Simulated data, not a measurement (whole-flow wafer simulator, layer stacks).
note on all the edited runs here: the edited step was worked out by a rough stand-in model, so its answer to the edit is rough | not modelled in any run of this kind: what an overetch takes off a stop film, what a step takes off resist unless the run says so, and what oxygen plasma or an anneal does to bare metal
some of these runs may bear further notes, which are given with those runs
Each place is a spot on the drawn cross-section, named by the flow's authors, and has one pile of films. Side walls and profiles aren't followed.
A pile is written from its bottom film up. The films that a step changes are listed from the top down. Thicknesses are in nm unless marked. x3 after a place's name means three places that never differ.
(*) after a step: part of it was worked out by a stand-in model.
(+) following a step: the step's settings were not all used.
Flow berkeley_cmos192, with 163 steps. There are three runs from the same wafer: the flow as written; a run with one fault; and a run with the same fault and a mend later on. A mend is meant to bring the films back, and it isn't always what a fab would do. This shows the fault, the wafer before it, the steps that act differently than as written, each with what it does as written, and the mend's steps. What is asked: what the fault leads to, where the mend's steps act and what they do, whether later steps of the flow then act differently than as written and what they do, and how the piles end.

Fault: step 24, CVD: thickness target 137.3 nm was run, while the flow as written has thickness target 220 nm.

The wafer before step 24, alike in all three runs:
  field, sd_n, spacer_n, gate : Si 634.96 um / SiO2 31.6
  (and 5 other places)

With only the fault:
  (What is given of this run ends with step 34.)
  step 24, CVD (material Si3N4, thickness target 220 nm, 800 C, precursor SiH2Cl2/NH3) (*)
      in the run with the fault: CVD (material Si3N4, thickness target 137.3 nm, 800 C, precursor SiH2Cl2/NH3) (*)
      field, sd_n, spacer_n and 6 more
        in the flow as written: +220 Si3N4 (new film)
        in the run with the fault: +137.3 Si3N4 (new film)
  Steps later in the flow that act otherwise than as written:
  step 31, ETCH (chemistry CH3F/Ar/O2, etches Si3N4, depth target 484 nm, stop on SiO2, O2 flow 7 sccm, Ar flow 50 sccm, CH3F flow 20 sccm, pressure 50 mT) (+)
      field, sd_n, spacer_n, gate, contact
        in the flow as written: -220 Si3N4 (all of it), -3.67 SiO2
        in the run with the fault: -137.3 Si3N4 (all of it), -3.67 SiO2
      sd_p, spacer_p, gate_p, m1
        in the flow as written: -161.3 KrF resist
        in the run with the fault: -106.2 KrF resist
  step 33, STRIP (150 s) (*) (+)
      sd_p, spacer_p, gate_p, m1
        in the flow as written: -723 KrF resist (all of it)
        in the run with the fault: -778.2 KrF resist (all of it)
  The piles after step 34 differ from the flow's at sd_p, spacer_p, gate_p, m1 by more than 2% or 0.5 nm, whichever is larger.
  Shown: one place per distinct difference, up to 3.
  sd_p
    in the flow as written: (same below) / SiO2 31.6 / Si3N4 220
    in the run with the fault: (same below) / SiO2 31.6 / Si3N4 137.3

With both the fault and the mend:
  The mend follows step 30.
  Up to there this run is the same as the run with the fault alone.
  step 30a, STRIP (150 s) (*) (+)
      sd_p, spacer_p, gate_p, m1
        -884.4 KrF resist (all of it)
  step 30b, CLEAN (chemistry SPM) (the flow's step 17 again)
      alters no film at any place that is followed
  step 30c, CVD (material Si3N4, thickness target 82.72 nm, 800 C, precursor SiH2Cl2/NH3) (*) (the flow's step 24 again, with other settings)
      field, sd_n, spacer_n and 6 more
        +82.7 Si3N4
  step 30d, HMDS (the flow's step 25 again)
      alters no film at any place that is followed
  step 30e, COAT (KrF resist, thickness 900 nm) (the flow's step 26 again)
      field, sd_n, spacer_n and 6 more
        +900 KrF resist (new film)
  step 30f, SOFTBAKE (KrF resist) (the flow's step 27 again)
      alters no film at any place that is followed
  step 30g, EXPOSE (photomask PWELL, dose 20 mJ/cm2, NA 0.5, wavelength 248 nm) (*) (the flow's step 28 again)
      alters no film at any place that is followed
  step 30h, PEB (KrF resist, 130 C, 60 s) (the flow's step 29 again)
      field, sd_n, spacer_n and 6 more
        -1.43 KrF resist
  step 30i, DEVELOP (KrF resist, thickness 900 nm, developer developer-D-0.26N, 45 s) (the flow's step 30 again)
      field, sd_n, spacer_n, gate, contact
        -898.6 KrF resist (all of it)
      sd_p, spacer_p, gate_p, m1
        -14.2 KrF resist
  Every later step of the flow that is run acts as written, at every place that is followed, to within 2% or 0.5 nm, whichever is larger.
  By the end, the piles equal the flow's at every place that both follow.
